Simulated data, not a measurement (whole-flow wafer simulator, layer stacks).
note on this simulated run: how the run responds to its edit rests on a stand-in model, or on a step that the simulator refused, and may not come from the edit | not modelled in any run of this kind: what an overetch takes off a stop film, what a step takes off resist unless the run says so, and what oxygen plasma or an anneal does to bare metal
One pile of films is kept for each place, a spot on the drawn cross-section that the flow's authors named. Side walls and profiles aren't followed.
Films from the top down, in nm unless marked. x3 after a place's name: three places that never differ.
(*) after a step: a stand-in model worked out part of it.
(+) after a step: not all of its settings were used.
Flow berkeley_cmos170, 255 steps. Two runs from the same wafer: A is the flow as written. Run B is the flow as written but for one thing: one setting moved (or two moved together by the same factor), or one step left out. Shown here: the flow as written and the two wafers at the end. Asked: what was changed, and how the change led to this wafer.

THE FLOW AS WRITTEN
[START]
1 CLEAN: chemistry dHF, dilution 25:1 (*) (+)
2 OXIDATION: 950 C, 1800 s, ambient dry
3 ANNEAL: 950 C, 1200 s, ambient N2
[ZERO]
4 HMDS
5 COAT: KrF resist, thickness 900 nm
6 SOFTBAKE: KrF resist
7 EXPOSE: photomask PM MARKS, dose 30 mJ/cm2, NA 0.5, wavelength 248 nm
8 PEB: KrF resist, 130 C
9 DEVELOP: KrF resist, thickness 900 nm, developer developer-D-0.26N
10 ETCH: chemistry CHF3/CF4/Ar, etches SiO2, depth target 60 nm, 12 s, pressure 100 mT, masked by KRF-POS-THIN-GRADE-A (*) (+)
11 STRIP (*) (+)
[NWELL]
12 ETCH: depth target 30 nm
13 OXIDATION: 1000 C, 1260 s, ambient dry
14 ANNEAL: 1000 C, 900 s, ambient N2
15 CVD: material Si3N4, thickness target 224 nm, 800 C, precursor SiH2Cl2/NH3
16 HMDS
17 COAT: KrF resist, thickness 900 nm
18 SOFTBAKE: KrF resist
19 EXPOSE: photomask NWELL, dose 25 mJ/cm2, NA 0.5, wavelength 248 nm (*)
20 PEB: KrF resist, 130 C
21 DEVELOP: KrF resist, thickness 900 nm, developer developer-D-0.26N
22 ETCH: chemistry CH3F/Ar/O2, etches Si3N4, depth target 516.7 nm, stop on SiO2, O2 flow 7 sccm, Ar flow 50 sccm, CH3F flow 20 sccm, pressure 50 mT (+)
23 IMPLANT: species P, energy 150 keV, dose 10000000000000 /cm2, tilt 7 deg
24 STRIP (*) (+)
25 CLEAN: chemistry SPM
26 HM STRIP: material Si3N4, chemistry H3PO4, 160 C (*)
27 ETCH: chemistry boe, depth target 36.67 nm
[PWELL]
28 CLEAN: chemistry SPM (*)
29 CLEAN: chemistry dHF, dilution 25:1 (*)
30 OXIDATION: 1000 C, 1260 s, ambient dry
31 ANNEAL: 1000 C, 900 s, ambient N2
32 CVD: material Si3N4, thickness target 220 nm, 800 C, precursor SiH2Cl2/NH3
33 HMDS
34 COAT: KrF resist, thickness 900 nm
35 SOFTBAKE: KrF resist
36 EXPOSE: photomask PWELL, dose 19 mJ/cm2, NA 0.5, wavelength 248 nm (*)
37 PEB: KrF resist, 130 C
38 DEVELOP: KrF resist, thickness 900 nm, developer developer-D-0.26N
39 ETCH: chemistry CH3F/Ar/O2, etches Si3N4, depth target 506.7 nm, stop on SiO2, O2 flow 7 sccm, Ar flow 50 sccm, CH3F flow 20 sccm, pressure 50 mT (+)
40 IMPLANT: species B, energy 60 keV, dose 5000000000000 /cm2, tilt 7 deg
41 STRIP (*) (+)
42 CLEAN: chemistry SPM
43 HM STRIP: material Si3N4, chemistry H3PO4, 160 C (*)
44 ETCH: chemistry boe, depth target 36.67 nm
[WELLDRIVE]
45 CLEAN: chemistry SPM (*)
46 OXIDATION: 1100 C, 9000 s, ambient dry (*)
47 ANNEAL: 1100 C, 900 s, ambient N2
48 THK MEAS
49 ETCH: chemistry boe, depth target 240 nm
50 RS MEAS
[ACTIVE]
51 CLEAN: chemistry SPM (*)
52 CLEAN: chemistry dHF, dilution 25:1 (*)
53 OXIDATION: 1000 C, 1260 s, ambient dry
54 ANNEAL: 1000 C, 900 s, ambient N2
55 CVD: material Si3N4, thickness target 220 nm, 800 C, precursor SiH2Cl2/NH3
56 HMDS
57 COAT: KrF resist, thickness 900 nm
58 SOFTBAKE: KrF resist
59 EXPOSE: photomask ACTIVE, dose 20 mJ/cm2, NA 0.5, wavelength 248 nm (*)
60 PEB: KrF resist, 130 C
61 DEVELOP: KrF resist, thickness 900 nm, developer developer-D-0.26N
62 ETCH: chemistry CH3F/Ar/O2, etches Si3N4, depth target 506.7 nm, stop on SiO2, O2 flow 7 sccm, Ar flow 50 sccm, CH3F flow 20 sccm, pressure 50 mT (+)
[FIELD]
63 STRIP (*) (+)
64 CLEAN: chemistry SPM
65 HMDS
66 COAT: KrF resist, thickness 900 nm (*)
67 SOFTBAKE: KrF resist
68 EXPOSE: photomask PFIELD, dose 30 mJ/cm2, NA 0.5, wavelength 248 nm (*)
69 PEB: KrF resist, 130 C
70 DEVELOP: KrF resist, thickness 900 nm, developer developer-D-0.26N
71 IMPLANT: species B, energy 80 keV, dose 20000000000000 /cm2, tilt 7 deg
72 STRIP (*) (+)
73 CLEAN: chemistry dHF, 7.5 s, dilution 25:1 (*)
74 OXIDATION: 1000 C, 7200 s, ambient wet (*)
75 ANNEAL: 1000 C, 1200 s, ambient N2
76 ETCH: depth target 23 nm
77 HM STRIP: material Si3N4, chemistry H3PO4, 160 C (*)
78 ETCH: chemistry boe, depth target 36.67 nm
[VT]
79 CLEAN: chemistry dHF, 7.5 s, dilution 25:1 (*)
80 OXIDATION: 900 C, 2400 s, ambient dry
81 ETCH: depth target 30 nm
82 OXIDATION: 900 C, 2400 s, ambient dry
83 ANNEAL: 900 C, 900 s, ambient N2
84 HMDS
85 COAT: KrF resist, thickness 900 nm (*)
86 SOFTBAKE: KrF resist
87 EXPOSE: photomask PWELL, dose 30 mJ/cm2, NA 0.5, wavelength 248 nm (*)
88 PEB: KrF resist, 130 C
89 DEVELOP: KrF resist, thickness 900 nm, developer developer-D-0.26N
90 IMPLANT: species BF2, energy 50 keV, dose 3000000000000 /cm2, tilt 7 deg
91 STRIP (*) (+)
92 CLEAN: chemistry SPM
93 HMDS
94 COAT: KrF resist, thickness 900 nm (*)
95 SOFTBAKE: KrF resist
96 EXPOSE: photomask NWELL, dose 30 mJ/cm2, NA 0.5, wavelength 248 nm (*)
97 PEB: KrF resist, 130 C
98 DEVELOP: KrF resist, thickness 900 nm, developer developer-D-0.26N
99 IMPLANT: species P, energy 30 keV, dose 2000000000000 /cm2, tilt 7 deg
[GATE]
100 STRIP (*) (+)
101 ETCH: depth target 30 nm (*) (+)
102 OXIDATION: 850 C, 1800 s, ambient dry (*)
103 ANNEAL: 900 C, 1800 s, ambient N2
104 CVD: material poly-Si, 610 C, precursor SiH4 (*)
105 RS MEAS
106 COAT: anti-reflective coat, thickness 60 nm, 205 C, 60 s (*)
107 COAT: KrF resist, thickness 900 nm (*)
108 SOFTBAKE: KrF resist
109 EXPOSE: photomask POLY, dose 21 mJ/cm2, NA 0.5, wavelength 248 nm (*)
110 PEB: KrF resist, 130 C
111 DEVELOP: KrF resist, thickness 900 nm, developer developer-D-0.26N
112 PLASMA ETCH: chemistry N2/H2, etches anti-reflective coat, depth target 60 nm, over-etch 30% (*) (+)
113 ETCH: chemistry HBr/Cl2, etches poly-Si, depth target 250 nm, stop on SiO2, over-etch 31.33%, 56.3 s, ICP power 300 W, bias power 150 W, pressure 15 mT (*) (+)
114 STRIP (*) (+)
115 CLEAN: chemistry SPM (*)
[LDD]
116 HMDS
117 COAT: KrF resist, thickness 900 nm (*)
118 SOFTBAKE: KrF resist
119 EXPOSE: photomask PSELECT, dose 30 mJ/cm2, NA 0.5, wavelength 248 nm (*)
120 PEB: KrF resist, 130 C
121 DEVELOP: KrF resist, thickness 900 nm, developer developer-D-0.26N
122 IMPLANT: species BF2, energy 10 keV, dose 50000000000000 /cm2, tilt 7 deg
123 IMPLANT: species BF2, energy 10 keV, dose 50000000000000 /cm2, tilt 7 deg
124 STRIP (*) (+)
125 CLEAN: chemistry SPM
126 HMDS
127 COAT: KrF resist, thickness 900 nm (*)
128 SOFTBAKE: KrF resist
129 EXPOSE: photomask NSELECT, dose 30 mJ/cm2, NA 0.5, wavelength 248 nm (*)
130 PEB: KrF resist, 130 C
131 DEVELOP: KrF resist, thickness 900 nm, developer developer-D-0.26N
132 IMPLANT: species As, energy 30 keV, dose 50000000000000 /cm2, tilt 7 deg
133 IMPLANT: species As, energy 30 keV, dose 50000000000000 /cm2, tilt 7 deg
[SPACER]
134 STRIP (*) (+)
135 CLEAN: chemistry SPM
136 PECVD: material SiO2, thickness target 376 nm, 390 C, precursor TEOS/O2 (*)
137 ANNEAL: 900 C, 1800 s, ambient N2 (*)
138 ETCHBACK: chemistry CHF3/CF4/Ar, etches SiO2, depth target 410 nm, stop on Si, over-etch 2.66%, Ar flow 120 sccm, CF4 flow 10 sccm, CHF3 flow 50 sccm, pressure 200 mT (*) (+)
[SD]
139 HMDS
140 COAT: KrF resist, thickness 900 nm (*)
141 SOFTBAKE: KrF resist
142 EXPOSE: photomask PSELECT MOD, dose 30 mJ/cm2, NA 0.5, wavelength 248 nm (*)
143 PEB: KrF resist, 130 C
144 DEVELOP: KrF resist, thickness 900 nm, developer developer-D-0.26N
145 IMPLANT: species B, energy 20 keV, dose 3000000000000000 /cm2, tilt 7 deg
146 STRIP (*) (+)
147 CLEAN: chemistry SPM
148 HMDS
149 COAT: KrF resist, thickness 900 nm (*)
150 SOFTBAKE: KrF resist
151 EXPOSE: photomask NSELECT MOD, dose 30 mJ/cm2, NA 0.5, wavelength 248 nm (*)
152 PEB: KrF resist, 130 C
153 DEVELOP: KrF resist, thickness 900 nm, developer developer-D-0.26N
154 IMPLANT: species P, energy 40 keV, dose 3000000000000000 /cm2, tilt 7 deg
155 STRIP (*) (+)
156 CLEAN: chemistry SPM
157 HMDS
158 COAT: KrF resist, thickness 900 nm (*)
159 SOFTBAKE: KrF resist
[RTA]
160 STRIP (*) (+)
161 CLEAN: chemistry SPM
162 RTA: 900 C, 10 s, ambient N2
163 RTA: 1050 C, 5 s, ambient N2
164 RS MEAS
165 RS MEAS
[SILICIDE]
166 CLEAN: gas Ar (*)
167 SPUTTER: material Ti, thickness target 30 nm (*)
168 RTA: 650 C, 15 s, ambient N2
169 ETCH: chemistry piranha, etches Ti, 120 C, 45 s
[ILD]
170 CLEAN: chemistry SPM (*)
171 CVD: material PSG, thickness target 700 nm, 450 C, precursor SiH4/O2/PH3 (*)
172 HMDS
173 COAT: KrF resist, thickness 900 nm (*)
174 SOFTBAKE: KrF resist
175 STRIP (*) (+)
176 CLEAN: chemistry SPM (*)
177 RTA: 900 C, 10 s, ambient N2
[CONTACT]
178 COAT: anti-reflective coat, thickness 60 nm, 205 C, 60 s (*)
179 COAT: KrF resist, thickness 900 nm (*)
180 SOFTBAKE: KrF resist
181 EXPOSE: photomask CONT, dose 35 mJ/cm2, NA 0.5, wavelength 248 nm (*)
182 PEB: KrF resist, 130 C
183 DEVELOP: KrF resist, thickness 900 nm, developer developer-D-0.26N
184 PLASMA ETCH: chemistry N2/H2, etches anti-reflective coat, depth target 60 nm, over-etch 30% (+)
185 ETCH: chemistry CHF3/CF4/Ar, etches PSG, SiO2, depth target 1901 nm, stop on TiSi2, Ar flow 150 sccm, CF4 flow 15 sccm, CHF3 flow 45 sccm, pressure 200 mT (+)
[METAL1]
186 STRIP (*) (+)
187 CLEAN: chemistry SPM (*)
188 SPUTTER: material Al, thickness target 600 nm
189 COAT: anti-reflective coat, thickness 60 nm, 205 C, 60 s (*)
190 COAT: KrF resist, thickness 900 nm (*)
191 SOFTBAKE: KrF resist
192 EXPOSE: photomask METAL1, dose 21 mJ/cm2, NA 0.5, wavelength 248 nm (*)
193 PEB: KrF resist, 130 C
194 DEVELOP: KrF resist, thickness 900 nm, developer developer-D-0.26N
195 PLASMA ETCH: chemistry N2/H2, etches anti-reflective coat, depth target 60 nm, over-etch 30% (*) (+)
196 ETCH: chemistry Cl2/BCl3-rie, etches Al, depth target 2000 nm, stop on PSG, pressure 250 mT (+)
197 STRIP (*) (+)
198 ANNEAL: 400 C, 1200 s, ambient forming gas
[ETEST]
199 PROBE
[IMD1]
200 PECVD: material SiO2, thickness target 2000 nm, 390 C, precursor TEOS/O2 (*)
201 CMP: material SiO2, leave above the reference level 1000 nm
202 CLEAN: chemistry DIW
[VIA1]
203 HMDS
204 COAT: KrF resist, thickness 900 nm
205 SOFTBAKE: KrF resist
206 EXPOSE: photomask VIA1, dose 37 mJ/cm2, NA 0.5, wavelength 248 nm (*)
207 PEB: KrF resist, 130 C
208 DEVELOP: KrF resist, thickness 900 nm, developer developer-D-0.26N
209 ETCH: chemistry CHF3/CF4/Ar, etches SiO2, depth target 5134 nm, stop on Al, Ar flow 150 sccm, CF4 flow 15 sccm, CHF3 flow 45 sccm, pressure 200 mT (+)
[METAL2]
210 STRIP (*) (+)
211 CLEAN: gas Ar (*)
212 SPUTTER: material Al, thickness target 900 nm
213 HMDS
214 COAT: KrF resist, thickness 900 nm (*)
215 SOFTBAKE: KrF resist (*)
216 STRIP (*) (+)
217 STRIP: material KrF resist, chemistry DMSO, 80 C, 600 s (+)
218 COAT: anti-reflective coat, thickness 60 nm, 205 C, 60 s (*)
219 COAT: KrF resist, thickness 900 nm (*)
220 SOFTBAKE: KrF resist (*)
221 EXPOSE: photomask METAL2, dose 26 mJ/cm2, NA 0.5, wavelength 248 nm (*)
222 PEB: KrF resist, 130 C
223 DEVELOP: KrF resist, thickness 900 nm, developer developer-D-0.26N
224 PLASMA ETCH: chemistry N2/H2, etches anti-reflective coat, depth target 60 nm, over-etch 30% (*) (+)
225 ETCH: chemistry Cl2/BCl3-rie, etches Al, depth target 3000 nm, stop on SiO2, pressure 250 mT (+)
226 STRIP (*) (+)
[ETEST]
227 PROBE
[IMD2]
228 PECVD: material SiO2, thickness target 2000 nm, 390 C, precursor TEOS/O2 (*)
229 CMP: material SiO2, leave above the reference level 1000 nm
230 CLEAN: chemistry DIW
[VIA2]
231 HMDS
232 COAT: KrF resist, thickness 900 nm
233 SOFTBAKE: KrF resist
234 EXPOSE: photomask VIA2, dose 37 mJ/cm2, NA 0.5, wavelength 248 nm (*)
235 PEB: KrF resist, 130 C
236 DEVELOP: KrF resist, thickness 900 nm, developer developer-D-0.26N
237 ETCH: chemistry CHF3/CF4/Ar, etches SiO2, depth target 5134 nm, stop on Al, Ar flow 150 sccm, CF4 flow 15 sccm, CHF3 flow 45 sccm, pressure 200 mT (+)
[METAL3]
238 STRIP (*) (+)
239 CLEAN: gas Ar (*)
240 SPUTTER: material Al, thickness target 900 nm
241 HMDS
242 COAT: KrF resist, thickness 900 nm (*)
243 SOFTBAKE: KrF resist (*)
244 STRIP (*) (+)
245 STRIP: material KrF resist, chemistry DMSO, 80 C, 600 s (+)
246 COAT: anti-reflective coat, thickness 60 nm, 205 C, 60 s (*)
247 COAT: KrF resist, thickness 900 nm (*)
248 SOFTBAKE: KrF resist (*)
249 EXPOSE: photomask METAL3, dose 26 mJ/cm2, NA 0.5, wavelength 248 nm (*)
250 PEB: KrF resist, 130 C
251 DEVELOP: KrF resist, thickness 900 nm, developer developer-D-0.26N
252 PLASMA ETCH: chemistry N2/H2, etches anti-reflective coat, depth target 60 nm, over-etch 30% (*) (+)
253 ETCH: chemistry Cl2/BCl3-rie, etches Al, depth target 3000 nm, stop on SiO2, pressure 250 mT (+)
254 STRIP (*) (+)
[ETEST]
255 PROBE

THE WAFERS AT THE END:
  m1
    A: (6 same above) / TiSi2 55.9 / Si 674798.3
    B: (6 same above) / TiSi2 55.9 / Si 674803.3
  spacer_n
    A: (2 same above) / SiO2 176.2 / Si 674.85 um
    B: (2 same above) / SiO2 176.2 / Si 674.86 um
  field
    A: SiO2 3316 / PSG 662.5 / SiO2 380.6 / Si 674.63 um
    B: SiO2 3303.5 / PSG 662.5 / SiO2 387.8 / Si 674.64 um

The cause: step 49, ETCH: depth target 168 nm was run, where the flow has depth target 240 nm.

How the change led to this, step by step:
  49 ETCH: chemistry boe, depth target 240 nm
      field, sd_n, spacer_n and 9 more: A SiO2 -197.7 (all of it) | B SiO2 -168
  51 CLEAN: chemistry SPM (*)
      field, sd_n, spacer_n and 9 more: A chemical SiO2 +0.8 (new film), Si -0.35 | B nothing
  52 CLEAN: chemistry dHF, dilution 25:1 (*)
      field, sd_n, spacer_n and 9 more: A chemical SiO2 -0.8 (all of it) | B nothing
  53 OXIDATION: 1000 C, 1260 s, ambient dry
      field, sd_n, spacer_n and 9 more: A SiO2 +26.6 (new film), Si -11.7 | B SiO2 +18.8, Si -8.26
  74 OXIDATION: 1000 C, 7200 s, ambient wet (*)
      sd_n, sd_p: A SiO2 +12.1 (new film), Si3N4 -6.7, SiO2 +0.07, Si -0.07 | B SiO2 +12.1 (new film), Si3N4 -6.7, SiO2 +2.26, Si -0.95
      field: A SiO2 +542, Si -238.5 | B SiO2 +527.5, Si -232.1
  78 ETCH: chemistry boe, depth target 36.67 nm
      sd_n, spacer_n, gate_n and 8 more: A SiO2 -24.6 (all of it) | B SiO2 -36.7
  79 CLEAN: chemistry dHF, 7.5 s, dilution 25:1 (*)
      sd_n, spacer_n, gate_n and 8 more: A nothing | B SiO2 -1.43
  80 OXIDATION: 900 C, 2400 s, ambient dry
      spacer_n, gate_n, spacer_p and 6 more: A SiO2 +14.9 (new film), Si -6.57 | B SiO2 +12.3, Si -5.42
      sd_n, sd_p: A SiO2 +14.9 (new film), Si -6.57 | B SiO2 +11.8, Si -5.21
  81 ETCH: depth target 30 nm
      spacer_n, gate_n, spacer_p and 6 more: A SiO2 -14.9 (all of it) | B SiO2 -20.6 (all of it)
      sd_n, sd_p: A SiO2 -14.9 (all of it) | B SiO2 -22.4 (all of it)
  106 COAT: anti-reflective coat, thickness 60 nm, 205 C, 60 s (*)
      field: A anti-reflective coat +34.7 (new film) | B anti-reflective coat +35.6 (new film)
      sd_n: A anti-reflective coat +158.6 (new film) | B anti-reflective coat +172.9 (new film)
      (and at 7 more places)
  112 PLASMA ETCH: chemistry N2/H2, etches anti-reflective coat, depth target 60 nm, over-etch 30% (*) (+)
      field: A anti-reflective coat -34.7 (all of it), poly-Si -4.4 | B anti-reflective coat -35.6 (all of it), poly-Si -4.85
      sd_n: A anti-reflective coat -158.6 (all of it), poly-Si -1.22 | B anti-reflective coat -172.9 (all of it), poly-Si -1.33
      (and at 5 more places)
  114 STRIP (*) (+)
      gate_n: A chemical SiO2 +0.8 (new film), KrF resist -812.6 (all of it), anti-reflective coat -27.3 (all of it), poly-Si -0.35 | B chemical SiO2 +0.8 (new film), KrF resist -825.3 (all of it), anti-reflective coat -23.7 (all of it), poly-Si -0.35
      gate_p: A chemical SiO2 +0.8 (new film), KrF resist -782.1 (all of it), anti-reflective coat -29.6 (all of it), poly-Si -0.35 | B chemical SiO2 +0.8 (new film), KrF resist -788.9 (all of it), anti-reflective coat -27.6 (all of it), poly-Si -0.35
  178 COAT: anti-reflective coat, thickness 60 nm, 205 C, 60 s (*)
      sd_n: A anti-reflective coat +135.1 (new film) | B anti-reflective coat +143.3 (new film)
      m2: A anti-reflective coat +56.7 (new film) | B anti-reflective coat +55 (new film)
  186 STRIP (*) (+)
      sd_n: A KrF resist -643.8 (all of it), anti-reflective coat -135.1 (all of it) | B KrF resist -642.7 (all of it), anti-reflective coat -143.3 (all of it)
      m2: A KrF resist -689 (all of it), anti-reflective coat -56.7 (all of it) | B KrF resist -693.7 (all of it), anti-reflective coat -55 (all of it)
  189 COAT: anti-reflective coat, thickness 60 nm, 205 C, 60 s (*)
      sd_p: A anti-reflective coat +86.5 (new film) | B anti-reflective coat +88.5 (new film)
      spacer_p: A anti-reflective coat +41 (new film) | B anti-reflective coat +42 (new film)
      (and at 1 more place)
  195 PLASMA ETCH: chemistry N2/H2, etches anti-reflective coat, depth target 60 nm, over-etch 30% (*) (+)
      contact, m1, via1, m2, via2: A KrF resist -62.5 | B KrF resist -63.9
      sd_p: A anti-reflective coat -86.5 (all of it) | B anti-reflective coat -88.5 (all of it)
      (and at 1 more place)
  ... 1 more step ...
  201 CMP: material SiO2, leave above the reference level 1000 nm
      field: A SiO2 -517 | B SiO2 -529.5
